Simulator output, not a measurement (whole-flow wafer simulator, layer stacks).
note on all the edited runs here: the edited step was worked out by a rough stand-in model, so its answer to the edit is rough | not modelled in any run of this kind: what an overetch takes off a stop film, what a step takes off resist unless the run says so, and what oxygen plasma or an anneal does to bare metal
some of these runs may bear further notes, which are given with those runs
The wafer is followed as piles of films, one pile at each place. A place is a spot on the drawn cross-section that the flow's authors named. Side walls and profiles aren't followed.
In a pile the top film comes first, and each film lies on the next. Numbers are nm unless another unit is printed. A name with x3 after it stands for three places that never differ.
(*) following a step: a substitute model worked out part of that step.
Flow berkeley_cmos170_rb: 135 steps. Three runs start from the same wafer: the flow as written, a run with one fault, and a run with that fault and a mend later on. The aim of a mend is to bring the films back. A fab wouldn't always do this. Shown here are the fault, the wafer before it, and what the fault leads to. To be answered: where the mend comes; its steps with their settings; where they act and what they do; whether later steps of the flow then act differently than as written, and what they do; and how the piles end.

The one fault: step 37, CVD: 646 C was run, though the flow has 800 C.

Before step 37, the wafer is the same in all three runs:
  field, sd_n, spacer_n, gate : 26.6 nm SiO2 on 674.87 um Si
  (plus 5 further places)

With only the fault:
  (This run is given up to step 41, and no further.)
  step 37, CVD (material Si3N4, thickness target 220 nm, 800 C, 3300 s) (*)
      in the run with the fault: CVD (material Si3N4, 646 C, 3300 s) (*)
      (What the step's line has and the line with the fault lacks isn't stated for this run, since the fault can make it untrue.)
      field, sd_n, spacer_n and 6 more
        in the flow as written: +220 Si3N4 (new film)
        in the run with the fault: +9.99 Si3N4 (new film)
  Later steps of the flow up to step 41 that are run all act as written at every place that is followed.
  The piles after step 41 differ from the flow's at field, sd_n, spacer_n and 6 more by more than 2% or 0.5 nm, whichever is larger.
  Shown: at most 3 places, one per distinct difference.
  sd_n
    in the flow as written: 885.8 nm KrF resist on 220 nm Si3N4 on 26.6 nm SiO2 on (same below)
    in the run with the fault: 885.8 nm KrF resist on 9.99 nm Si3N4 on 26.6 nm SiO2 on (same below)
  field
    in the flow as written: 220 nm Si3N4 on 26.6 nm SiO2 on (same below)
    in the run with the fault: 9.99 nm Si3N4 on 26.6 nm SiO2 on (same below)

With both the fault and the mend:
  After step 37 comes the mend.
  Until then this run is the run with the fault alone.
  step 37a, CVD (material Si3N4, thickness target 210 nm, 800 C, 3150 s) (*) (the flow's step 37, run once more with other settings)
      field, sd_n, spacer_n and 6 more
        +210 Si3N4
  Later steps of the flow that are run all act as written at every place that is followed.
  By the end, the piles equal the flow's at every place that both follow.
